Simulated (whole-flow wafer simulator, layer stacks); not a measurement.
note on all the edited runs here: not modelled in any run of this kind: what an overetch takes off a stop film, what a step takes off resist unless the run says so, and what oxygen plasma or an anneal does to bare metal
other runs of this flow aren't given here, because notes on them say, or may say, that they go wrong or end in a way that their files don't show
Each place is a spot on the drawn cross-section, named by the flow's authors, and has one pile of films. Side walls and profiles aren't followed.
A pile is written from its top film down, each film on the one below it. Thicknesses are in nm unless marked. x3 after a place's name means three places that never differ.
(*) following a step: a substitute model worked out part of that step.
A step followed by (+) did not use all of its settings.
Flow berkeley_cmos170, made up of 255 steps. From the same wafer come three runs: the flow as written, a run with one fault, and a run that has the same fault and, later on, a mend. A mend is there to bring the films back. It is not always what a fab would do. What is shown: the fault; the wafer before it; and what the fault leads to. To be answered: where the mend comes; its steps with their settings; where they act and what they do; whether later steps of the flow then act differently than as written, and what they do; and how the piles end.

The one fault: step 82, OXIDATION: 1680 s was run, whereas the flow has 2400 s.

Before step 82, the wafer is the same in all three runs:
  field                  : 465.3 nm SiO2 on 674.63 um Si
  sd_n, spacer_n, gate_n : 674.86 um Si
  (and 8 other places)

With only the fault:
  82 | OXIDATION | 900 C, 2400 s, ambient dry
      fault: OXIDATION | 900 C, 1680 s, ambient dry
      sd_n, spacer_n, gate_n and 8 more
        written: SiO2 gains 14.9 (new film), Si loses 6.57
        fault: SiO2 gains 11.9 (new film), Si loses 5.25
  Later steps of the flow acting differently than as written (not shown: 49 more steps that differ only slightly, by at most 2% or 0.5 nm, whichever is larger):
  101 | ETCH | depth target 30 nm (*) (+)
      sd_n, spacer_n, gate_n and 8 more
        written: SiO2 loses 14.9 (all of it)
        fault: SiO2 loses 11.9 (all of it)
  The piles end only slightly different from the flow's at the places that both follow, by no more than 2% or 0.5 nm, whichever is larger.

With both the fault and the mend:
  After step 82 comes the mend.
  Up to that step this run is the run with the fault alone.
  82a | OXIDATION | 900 C, 720 s, ambient dry (the flow's step 82, run once more with other settings)
      sd_n, spacer_n, gate_n and 8 more
        SiO2 gains 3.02, Si loses 1.33
      field
        SiO2 gains 0.5, Si loses 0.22
  Later steps of the flow that are run all act as written at every place that is followed.
  At every place that both follow, the piles at the end match the flow's.
